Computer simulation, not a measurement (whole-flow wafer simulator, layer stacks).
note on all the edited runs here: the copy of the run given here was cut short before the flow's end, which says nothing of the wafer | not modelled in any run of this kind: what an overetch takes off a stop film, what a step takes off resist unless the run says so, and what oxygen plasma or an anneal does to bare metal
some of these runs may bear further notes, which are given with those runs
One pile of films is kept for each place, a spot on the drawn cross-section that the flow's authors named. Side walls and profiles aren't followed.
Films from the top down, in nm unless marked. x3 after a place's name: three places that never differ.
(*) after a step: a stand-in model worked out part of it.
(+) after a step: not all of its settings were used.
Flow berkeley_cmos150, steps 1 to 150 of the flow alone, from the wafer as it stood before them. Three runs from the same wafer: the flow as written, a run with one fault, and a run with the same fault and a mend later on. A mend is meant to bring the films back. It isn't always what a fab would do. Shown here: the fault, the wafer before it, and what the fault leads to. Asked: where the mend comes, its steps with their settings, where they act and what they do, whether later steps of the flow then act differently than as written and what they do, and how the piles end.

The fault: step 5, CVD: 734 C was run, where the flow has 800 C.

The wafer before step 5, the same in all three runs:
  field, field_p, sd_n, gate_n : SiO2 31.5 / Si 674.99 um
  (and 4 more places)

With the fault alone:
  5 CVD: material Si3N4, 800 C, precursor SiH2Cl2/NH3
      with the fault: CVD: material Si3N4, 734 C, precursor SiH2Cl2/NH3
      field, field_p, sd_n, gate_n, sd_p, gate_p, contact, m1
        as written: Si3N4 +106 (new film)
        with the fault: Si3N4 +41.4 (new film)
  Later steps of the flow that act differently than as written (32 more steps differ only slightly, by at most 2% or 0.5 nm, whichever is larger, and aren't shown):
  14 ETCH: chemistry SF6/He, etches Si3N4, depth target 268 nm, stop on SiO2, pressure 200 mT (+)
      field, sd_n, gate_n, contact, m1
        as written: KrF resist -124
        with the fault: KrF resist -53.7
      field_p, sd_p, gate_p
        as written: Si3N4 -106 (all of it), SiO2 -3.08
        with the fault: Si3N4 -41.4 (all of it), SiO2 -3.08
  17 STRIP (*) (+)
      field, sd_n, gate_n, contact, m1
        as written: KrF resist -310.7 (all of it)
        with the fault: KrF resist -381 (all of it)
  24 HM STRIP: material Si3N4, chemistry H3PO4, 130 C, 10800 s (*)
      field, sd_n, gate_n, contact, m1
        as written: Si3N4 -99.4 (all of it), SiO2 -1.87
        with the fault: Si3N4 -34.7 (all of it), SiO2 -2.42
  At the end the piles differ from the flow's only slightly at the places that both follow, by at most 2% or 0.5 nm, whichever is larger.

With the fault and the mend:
  The mend comes after step 6.
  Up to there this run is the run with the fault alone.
  6a ETCH: chemistry h3po4, depth target 47.57 nm
      field, field_p, sd_n, gate_n, sd_p, gate_p, contact, m1
        Si3N4 -41.4 (all of it)
  6b CLEAN: chemistry SPM, 600 s (the flow's step 1 once more)
      changes no film at any place that is followed
  6c CVD: material Si3N4, 800 C, precursor SiH2Cl2/NH3 (the flow's step 5 once more)
      field, field_p, sd_n, gate_n, sd_p, gate_p, contact, m1
        Si3N4 +106 (new film)
  No later step of the flow acts differently than as written at any place that is followed.
  At the end the piles are the same as the flow's at every place that both follow.
